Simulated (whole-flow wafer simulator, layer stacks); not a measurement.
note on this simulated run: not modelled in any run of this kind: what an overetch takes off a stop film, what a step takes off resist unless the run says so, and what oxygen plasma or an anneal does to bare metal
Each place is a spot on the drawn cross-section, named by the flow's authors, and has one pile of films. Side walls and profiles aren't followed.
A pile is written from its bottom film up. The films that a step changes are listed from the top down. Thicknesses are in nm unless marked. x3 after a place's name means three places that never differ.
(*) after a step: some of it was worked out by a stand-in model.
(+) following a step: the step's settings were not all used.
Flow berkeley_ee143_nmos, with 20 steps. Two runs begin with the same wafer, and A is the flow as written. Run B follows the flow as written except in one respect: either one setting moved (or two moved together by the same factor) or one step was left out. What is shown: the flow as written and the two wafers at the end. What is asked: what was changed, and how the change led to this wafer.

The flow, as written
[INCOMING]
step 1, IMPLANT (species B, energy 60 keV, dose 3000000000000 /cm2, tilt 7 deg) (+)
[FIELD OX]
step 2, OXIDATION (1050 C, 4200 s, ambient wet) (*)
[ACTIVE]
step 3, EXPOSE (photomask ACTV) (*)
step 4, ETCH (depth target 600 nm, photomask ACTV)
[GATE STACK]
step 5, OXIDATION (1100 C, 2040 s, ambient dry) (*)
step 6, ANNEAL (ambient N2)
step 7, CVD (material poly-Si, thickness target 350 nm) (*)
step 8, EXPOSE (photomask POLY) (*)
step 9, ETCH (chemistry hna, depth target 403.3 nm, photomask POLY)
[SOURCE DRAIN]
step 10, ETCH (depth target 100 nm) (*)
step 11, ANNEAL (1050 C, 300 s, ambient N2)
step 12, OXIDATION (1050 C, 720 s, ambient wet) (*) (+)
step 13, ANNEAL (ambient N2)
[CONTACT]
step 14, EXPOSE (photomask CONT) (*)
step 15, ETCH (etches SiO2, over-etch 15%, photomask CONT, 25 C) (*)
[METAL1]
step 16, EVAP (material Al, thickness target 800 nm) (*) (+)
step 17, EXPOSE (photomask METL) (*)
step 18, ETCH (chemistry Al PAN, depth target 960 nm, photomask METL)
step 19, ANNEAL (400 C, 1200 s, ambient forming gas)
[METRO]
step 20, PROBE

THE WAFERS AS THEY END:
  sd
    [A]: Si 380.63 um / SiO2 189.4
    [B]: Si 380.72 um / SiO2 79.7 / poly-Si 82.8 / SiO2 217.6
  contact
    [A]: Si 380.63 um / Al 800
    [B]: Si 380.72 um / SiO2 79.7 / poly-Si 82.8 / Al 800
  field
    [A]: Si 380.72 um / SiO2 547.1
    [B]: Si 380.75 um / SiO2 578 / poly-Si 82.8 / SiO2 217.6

Cause: step 9, ETCH: depth target 171.4 nm was run, whereas the flow has depth target 403.3 nm.

How this came from the change, step by step:
  step 9, ETCH (chemistry hna, depth target 403.3 nm, photomask POLY)
      sd, contact, field: A -350 poly-Si (all of it) | B -171.4 poly-Si
  step 10, ETCH (depth target 100 nm) (*)
      sd, contact: A -79.7 SiO2 (all of it) | B nothing
      field: A -100 SiO2 | B nothing
  step 12, OXIDATION (1050 C, 720 s, ambient wet) (*) (+)
      sd, contact: A +189.4 SiO2 (new film), -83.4 Si | B +217.6 SiO2 (new film), -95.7 poly-Si
      field: A +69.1 SiO2, -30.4 Si | B +217.6 SiO2 (new film), -95.7 poly-Si
  step 15, ETCH (etches SiO2, over-etch 15%, photomask CONT, 25 C) (*)
      contact: A -189.4 SiO2 (all of it) | B -217.6 SiO2 (all of it)
